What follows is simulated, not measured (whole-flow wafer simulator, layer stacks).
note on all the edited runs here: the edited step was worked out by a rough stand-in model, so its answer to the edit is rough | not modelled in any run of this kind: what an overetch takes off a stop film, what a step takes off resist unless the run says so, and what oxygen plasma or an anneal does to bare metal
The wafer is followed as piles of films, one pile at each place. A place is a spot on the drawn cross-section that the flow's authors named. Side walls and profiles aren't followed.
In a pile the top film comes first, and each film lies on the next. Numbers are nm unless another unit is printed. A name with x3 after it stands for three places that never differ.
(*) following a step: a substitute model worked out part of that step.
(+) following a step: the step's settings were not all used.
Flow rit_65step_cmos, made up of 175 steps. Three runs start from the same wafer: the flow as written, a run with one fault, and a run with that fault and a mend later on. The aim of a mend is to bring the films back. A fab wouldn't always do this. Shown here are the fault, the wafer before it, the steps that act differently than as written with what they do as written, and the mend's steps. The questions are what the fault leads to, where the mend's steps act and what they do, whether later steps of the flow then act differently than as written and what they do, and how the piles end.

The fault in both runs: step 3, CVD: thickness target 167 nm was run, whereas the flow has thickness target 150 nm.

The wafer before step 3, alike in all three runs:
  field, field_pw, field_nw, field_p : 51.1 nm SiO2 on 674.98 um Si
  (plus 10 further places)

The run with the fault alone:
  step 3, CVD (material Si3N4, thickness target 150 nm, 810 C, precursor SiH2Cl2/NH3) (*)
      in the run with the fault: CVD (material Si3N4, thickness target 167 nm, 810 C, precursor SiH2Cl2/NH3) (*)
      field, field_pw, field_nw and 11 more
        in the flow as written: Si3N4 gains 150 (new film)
        in the run with the fault: Si3N4 gains 167 (new film)
  Later steps of the flow acting differently than as written (57 other steps are not shown; they differ only slightly, by no more than 2% or 0.5 nm, whichever is larger):
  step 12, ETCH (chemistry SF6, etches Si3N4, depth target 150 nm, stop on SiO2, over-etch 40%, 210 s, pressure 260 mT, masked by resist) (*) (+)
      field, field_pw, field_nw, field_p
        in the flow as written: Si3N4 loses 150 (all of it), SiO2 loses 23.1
        in the run with the fault: Si3N4 loses 167 (all of it), SiO2 loses 16.5
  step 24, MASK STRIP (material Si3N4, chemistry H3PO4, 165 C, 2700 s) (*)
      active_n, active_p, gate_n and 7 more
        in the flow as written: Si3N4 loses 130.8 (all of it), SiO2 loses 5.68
        in the run with the fault: Si3N4 loses 147.8 (all of it), SiO2 loses 5.03
  When the end is reached, the piles differ only a little from the flow's at the places that both follow, at most by 2% or 0.5 nm, whichever is larger.

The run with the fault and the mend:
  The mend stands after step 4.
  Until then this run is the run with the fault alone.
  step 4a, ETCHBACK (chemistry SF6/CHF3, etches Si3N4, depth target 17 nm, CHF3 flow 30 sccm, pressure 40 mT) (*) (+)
      field, field_pw, field_nw and 11 more
        Si3N4 loses 17
  Later steps of the flow that are run all act as written at every place that is followed.
  The piles end the same as the flow's at every place that both follow.
